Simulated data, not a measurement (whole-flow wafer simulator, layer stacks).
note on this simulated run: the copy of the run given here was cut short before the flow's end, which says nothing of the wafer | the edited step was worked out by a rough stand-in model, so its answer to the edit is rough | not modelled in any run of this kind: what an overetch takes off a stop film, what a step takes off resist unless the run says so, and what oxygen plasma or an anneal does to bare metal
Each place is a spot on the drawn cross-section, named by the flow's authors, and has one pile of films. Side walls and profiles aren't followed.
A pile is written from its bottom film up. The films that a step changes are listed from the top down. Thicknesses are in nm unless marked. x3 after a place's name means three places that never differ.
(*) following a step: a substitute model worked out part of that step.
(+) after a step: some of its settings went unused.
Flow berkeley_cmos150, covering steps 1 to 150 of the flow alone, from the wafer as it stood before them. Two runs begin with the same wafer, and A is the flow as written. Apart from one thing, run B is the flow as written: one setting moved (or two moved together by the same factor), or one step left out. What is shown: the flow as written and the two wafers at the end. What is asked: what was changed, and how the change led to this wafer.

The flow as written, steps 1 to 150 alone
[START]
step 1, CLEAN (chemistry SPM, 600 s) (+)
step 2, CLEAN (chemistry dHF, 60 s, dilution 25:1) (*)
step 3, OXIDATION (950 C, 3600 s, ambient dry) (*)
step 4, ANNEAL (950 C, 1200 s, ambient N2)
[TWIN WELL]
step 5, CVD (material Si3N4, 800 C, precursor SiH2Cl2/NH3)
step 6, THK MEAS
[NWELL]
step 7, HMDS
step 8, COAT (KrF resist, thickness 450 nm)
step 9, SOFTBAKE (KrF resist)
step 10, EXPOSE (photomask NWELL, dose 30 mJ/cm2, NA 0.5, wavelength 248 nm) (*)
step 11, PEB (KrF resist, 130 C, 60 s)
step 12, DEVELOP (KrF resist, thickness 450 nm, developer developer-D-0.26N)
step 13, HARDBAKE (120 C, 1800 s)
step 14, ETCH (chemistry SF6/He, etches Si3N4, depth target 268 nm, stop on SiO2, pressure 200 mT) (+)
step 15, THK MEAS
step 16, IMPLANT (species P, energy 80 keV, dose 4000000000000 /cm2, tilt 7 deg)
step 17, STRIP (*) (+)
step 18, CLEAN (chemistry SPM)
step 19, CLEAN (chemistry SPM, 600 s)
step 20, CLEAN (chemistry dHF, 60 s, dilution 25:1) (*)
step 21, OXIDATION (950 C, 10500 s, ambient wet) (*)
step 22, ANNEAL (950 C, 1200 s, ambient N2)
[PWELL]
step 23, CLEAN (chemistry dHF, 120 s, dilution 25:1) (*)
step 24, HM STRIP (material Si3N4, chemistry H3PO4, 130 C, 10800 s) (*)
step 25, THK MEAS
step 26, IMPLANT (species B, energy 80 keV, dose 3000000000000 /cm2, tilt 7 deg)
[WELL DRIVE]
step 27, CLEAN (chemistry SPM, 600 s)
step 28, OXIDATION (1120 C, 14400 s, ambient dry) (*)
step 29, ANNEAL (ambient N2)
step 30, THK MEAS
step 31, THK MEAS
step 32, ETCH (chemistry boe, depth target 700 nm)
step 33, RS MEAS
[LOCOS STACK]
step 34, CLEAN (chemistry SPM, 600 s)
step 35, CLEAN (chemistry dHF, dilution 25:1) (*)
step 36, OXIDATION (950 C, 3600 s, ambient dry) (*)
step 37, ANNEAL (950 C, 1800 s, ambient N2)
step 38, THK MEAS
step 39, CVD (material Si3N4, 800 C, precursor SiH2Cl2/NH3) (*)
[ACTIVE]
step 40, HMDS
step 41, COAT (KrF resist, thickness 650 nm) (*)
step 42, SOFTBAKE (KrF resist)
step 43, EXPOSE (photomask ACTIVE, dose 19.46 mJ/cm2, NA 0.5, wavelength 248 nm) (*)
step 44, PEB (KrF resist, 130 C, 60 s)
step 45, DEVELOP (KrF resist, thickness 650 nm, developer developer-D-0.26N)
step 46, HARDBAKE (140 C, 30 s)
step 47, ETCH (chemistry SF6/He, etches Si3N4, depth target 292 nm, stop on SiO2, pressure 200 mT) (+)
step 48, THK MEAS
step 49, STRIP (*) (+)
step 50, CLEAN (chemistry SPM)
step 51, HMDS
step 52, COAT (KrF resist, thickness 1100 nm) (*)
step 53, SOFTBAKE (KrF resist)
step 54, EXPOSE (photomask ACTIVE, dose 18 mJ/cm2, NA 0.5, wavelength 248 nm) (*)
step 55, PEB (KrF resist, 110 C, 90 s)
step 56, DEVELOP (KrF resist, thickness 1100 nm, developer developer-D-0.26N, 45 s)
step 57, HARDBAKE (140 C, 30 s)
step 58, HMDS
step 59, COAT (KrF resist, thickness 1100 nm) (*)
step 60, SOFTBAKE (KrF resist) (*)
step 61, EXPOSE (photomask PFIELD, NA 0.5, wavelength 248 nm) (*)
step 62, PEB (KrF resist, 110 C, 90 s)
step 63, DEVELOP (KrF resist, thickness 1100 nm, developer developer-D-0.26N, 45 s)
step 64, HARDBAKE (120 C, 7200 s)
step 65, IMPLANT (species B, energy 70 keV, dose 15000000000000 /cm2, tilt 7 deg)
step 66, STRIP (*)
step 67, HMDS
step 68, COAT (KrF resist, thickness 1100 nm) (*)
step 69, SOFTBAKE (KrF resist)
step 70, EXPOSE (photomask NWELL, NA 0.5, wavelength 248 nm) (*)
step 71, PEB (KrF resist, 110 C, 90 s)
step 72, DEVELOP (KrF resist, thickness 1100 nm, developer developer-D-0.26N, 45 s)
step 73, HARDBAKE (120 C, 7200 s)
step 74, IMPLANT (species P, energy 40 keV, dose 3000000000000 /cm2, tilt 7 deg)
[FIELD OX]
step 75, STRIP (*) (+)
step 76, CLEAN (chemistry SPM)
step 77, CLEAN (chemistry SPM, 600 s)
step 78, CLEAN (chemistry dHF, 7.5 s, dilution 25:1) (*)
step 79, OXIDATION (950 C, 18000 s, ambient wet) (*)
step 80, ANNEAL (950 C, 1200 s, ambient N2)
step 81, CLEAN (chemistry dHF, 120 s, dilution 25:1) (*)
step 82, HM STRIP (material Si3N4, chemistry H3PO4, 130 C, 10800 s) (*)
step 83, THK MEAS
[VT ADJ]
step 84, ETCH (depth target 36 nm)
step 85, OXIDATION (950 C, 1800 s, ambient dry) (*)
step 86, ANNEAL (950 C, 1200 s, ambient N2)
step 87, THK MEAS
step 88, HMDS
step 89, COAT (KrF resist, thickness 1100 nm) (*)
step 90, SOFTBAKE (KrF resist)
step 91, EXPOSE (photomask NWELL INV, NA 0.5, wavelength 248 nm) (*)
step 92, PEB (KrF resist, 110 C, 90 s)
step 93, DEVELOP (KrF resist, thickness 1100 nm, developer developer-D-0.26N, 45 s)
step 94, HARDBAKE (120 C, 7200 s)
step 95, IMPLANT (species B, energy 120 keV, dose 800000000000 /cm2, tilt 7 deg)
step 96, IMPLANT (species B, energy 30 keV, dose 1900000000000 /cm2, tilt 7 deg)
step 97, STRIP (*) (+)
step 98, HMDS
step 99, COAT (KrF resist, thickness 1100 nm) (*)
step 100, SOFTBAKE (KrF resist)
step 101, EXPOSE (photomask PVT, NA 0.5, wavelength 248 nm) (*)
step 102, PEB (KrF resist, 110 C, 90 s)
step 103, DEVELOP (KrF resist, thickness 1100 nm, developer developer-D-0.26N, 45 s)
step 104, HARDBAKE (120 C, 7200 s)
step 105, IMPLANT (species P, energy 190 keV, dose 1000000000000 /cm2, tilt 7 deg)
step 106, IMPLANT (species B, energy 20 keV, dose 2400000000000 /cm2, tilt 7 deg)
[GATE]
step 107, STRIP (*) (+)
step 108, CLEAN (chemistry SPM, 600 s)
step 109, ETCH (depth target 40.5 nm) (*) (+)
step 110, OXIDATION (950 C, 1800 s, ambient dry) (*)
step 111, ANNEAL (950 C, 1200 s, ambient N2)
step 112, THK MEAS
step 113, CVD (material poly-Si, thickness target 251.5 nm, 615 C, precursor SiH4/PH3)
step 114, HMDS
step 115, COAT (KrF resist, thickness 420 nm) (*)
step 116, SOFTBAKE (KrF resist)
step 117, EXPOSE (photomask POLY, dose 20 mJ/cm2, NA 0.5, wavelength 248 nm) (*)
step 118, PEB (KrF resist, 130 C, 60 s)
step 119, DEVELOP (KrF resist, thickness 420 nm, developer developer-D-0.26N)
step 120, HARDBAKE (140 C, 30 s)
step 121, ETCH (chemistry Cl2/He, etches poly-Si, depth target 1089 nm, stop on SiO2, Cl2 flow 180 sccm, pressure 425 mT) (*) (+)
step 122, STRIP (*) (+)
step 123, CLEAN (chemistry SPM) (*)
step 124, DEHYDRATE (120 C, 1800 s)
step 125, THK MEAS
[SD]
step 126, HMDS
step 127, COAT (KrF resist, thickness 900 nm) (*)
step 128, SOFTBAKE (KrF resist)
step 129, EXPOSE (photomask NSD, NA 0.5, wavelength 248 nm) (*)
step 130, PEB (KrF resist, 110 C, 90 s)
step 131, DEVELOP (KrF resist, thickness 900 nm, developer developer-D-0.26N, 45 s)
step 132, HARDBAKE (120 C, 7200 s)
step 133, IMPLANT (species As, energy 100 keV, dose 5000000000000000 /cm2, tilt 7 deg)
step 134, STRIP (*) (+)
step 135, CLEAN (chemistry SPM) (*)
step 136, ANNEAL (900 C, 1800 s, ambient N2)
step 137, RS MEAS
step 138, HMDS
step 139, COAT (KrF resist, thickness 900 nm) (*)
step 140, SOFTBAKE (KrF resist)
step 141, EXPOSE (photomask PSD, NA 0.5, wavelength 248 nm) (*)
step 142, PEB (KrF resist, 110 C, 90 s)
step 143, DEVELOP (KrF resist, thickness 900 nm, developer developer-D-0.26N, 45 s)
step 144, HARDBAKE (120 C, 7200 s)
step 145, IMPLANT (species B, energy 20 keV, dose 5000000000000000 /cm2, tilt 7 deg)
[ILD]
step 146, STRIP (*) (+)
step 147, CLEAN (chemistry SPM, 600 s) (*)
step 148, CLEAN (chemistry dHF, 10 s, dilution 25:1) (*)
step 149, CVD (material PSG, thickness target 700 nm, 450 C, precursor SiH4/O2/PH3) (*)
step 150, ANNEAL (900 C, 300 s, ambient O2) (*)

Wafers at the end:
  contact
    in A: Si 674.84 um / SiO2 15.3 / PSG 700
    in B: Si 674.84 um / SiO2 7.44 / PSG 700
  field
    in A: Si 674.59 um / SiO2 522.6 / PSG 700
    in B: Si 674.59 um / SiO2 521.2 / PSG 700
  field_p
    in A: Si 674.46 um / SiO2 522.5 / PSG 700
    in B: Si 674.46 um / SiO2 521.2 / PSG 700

The reason: step 110, OXIDATION: 810 s was run, though the flow has 1800 s.

Step by step, how the change led to this:
  step 110, OXIDATION (950 C, 1800 s, ambient dry) (*)
      sd_n, gate_n, sd_p, gate_p, contact, m1: A SiO2 gains 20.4 (new film), Si loses 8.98 | B SiO2 gains 12.5 (new film), Si loses 5.52
      field, field_p: A SiO2 gains 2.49, Si loses 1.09 | B SiO2 gains 1.12, Si loses 0.49
